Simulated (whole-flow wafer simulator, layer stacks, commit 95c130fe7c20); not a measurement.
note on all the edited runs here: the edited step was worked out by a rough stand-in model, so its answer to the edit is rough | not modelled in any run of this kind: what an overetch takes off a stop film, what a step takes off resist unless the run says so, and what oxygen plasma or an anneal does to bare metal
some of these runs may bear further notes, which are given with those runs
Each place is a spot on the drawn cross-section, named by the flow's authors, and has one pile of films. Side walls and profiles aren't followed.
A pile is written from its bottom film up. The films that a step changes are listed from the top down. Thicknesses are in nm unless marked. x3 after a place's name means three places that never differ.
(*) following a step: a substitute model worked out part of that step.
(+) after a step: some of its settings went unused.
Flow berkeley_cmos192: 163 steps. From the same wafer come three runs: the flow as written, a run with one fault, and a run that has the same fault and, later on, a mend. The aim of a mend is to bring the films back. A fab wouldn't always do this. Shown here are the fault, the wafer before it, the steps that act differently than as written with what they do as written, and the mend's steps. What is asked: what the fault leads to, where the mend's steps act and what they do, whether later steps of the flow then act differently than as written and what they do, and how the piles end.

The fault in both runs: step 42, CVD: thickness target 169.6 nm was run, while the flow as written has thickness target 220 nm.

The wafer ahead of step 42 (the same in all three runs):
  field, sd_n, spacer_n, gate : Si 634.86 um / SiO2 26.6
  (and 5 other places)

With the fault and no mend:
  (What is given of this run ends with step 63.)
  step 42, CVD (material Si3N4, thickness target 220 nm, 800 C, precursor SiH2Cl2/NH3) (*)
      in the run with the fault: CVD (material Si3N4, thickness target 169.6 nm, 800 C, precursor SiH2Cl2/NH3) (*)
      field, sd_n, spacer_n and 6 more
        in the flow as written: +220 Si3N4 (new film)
        in the run with the fault: +169.6 Si3N4 (new film)
  Later steps of the flow acting differently than as written (not shown: 2 more steps that differ only slightly, by at most 2% or 0.5 nm, whichever is larger):
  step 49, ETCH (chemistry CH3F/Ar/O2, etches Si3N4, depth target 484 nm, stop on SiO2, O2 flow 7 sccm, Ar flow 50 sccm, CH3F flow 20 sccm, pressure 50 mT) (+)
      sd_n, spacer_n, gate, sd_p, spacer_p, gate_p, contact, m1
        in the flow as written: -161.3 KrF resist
        in the run with the fault: -127.7 KrF resist
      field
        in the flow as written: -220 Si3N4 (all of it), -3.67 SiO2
        in the run with the fault: -169.6 Si3N4 (all of it), -3.67 SiO2
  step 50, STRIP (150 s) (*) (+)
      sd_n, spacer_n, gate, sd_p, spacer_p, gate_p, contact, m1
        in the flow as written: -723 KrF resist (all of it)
        in the run with the fault: -756.6 KrF resist (all of it)
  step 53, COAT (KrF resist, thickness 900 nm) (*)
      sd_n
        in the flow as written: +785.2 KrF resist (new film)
        in the run with the fault: +810.8 KrF resist (new film)
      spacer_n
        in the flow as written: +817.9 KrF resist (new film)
        in the run with the fault: +835.7 KrF resist (new film)
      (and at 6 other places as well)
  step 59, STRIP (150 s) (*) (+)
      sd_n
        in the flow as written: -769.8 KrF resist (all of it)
        in the run with the fault: -795.4 KrF resist (all of it)
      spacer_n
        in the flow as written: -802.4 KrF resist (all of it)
        in the run with the fault: -820.2 KrF resist (all of it)
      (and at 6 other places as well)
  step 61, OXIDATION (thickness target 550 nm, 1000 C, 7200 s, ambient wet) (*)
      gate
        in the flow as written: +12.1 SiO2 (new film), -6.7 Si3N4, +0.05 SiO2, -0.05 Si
        in the run with the fault: +12.1 SiO2 (new film), -6.7 Si3N4
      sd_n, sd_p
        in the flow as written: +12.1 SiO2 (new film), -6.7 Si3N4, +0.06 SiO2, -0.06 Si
        in the run with the fault: +12.1 SiO2 (new film), -6.7 Si3N4, +0.78 SiO2, -0.36 Si
  After step 63, at sd_n, spacer_n, gate, sd_p, spacer_p, gate_p, contact, m1, the piles differ from the flow's by more than 2% or 0.5 nm, whichever is larger.
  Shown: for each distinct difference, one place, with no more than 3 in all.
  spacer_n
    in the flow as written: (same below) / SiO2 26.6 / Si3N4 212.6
    in the run with the fault: (same below) / SiO2 26.6 / Si3N4 162.2
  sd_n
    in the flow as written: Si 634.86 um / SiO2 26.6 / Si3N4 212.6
    in the run with the fault: Si 634.86 um / SiO2 27.3 / Si3N4 162.2
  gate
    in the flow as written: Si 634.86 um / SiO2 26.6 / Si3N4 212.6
    in the run with the fault: Si 634.86 um / SiO2 26.6 / Si3N4 162.2

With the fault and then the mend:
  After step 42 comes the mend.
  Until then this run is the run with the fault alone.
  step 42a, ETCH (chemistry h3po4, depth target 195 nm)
      field, sd_n, spacer_n and 6 more
        -169.6 Si3N4 (all of it)
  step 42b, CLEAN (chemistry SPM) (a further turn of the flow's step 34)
      leaves every film unchanged at each place that is followed
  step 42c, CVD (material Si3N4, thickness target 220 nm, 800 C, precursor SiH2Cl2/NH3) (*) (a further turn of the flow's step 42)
      field, sd_n, spacer_n and 6 more
        +220 Si3N4 (new film)
  None of the later steps of the flow acts differently than as written at any place that is followed.
  At every place that both follow, the piles at the end match the flow's.
